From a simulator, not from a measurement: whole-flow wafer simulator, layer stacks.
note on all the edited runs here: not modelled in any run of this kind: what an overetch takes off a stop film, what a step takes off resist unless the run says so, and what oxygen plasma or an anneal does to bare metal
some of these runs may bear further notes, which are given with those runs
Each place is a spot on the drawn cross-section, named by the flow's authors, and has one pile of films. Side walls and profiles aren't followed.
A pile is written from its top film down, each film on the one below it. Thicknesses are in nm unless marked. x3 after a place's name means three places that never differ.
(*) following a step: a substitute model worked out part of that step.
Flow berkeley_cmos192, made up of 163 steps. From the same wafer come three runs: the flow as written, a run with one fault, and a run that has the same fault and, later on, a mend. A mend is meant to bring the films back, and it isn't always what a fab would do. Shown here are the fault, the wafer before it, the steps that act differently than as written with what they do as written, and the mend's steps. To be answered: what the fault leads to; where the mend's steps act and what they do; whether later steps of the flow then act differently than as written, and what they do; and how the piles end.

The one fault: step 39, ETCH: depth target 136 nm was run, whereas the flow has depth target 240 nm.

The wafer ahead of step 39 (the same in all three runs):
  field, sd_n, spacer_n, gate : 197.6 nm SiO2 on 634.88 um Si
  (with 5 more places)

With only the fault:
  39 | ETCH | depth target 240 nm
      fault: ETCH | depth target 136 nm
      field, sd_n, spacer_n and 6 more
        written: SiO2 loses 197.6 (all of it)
        fault: SiO2 loses 136
  Later steps of the flow acting differently than as written (36 other steps are not shown; they differ only slightly, by no more than 2% or 0.5 nm, whichever is larger):
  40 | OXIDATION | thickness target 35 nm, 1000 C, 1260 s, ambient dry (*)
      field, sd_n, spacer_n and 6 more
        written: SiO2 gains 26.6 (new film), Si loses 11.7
        fault: SiO2 gains 14.3, Si loses 6.28
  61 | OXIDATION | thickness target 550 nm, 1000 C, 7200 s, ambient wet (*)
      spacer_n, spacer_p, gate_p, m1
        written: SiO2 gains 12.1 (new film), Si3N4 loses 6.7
        fault: SiO2 gains 12.1 (new film), Si3N4 loses 6.7, SiO2 gains 0.05
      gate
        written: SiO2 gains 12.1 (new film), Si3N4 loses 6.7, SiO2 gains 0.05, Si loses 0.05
        fault: SiO2 gains 12.1 (new film), Si3N4 loses 6.7, SiO2 gains 0.05
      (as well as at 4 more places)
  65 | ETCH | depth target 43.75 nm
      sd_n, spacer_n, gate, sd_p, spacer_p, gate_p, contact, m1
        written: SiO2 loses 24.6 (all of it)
        fault: SiO2 loses 43.8
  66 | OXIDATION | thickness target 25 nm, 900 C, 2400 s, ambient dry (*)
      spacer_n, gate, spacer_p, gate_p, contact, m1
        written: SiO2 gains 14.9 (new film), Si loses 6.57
        fault: SiO2 gains 9.5, Si loses 4.18
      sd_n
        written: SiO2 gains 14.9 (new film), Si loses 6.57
        fault: SiO2 gains 8.84, Si loses 3.89
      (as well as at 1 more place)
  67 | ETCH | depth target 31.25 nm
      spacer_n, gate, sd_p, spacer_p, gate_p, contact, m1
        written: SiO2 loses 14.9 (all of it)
        fault: SiO2 loses 31.2
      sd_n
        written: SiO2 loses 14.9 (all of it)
        fault: SiO2 loses 31.3
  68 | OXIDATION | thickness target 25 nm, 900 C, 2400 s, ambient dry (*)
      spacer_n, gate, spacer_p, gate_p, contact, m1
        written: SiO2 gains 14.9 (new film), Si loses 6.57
        fault: SiO2 gains 10.1, Si loses 4.42
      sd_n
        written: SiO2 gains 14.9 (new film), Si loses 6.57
        fault: SiO2 gains 8.97, Si loses 3.95
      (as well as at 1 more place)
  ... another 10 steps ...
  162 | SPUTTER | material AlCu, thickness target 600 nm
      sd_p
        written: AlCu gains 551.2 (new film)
        fault: AlCu gains 534.1 (new film)
  By the end, the piles at field, sd_p depart from the flow's by more than 2% or 0.5 nm, whichever is larger.
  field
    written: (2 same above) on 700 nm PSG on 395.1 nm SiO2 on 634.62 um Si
    fault: (2 same above) on 700 nm PSG on 412.1 nm SiO2 on 634.64 um Si
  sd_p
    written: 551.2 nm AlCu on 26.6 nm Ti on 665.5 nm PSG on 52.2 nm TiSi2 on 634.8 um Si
    fault: 534.1 nm AlCu on 26 nm Ti on 659.3 nm PSG on 51.4 nm TiSi2 on 634.81 um Si

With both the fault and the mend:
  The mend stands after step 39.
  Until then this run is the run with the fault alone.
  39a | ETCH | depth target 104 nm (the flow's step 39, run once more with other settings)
      field, sd_n, spacer_n and 6 more
        SiO2 loses 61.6 (all of it)
  Later steps of the flow that are run all act as written at every place that is followed.
  The piles end the same as the flow's at every place that both follow.
